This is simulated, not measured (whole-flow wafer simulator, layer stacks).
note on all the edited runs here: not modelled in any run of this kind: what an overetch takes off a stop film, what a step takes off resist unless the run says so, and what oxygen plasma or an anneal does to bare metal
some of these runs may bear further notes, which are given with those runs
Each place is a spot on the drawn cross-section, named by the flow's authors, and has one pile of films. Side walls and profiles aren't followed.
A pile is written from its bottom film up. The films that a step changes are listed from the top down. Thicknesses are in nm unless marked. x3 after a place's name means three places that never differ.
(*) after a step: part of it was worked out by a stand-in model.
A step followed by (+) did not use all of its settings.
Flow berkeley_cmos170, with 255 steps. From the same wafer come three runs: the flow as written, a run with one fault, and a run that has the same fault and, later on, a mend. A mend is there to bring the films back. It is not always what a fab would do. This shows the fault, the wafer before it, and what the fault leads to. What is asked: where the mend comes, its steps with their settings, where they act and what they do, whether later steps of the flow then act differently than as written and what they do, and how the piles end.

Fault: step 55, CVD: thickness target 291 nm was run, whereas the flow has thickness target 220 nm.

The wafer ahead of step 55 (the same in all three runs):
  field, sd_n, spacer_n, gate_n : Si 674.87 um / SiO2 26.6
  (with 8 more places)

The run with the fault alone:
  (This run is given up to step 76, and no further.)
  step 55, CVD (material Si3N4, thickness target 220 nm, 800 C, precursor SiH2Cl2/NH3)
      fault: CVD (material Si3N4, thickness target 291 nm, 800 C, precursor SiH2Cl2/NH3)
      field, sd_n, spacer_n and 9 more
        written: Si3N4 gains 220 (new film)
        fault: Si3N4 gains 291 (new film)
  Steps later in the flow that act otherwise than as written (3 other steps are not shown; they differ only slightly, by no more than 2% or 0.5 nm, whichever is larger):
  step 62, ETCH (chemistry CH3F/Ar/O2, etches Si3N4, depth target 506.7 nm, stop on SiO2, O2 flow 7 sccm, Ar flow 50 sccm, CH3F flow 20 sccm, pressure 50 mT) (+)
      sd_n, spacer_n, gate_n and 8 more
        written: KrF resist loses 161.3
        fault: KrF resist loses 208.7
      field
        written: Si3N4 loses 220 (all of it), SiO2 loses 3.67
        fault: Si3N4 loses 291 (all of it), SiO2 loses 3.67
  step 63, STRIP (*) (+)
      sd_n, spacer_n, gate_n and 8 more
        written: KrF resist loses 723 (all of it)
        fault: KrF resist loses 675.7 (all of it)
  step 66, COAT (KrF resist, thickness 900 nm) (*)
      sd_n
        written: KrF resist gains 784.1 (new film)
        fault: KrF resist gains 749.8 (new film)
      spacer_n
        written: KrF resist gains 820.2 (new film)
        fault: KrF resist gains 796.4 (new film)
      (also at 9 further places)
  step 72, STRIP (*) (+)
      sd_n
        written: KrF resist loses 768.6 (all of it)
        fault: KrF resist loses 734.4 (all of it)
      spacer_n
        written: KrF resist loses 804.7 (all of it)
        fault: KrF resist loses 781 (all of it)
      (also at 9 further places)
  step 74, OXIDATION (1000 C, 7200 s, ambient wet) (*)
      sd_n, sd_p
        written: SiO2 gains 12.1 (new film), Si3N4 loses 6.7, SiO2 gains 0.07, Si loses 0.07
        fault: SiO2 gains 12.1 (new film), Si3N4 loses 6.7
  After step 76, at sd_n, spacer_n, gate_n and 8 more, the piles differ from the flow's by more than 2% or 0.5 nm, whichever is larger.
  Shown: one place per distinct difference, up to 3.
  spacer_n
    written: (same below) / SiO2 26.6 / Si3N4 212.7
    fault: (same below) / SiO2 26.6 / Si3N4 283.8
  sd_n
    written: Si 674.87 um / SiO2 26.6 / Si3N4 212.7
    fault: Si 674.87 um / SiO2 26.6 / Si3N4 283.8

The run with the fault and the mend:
  The mend follows step 55.
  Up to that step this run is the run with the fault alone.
  step 55a, ETCH (chemistry h3po4, depth target 71 nm)
      field, sd_n, spacer_n and 9 more
        Si3N4 loses 71
  None of the later steps of the flow acts differently than as written at any place that is followed.
  By the end, the piles equal the flow's at every place that both follow.
